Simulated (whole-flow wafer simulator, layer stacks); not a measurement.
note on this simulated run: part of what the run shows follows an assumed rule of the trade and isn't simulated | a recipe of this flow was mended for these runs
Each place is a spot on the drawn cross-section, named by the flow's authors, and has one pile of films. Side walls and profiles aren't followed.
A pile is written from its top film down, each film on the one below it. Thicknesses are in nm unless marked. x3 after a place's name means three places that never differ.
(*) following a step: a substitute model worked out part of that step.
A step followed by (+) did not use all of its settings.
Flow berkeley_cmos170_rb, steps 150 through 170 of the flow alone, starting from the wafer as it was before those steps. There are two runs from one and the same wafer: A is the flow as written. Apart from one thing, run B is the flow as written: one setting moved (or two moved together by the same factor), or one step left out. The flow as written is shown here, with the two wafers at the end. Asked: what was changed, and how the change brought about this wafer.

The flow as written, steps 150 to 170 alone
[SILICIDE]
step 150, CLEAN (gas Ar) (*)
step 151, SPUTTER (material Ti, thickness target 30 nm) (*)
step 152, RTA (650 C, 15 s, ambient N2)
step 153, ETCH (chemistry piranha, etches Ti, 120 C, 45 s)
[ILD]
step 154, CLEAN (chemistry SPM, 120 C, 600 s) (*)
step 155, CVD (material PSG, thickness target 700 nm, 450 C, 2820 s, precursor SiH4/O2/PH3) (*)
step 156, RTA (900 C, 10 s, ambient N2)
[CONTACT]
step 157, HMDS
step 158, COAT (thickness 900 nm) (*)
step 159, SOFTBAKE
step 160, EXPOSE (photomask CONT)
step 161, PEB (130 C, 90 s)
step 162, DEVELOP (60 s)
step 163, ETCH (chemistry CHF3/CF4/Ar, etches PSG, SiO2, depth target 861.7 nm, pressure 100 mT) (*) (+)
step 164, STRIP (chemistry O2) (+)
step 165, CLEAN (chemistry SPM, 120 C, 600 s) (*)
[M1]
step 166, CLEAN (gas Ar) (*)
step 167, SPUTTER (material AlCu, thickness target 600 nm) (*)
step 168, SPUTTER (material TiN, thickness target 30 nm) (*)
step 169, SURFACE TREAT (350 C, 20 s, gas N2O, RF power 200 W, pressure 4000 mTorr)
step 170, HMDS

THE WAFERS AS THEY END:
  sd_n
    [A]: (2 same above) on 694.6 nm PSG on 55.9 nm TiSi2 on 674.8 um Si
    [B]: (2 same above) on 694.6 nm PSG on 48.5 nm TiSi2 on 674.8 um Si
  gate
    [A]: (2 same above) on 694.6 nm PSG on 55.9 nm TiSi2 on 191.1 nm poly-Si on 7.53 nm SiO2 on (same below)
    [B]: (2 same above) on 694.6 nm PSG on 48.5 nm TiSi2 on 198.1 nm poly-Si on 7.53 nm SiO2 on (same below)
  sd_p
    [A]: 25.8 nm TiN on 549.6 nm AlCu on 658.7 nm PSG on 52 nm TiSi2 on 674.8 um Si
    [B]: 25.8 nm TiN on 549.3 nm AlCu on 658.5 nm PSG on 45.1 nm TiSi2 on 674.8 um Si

The reason: step 151, SPUTTER: thickness target 26 nm was run, whereas the flow has thickness target 30 nm.

Step by step, how the change led to this:
  step 151, SPUTTER (material Ti, thickness target 30 nm) (*)
      field, sd_n, spacer_n, gate, spacer_p, gate_p, contact, m1: A +30 Ti (new film) | B +26 Ti (new film)
      sd_p: A +27.9 Ti (new film) | B +24.2 Ti (new film)
  step 152, RTA (650 C, 15 s, ambient N2)
      sd_n, contact, m1: A -23.4 Ti, +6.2 TiSi first (new film), +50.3 TiSi2 C49 (new film), -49 Si | B -20.3 Ti, +51.6 TiSi2 C49 (new film), -46 Si
      gate, gate_p: A -23.4 Ti, +6.2 TiSi first (new film), +50.3 TiSi2 C49 (new film), -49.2 poly-Si | B -20.3 Ti, +51.6 TiSi2 C49 (new film), -46.2 poly-Si
      (and at 1 other place as well)
  step 153, ETCH (chemistry piranha, etches Ti, 120 C, 45 s)
      sd_n, gate, gate_p, contact, m1: A -6.6 Ti (all of it), -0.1 TiSi first | B -5.72 Ti (all of it), -0.1 TiSi2 C49
      sd_p: A -6.14 Ti (all of it), -0.1 TiSi first | B -5.32 Ti (all of it), -0.1 TiSi2 C49
      (and at 3 other places as well)
  step 156, RTA (900 C, 10 s, ambient N2)
      sd_n, contact, m1: A under 1 film: +55.9 TiSi2 (new film), -6.09 TiSi first (all of it), -50.3 TiSi2 C49 (all of it), -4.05 Si | B under 1 film: +48.5 TiSi2 (new film), -51.5 TiSi2 C49 (all of it)
      gate, gate_p: A under 1 film: +55.9 TiSi2 (new film), -6.09 TiSi first (all of it), -50.3 TiSi2 C49 (all of it), -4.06 poly-Si | B under 1 film: +48.5 TiSi2 (new film), -51.5 TiSi2 C49 (all of it)
      (and at 1 other place as well)
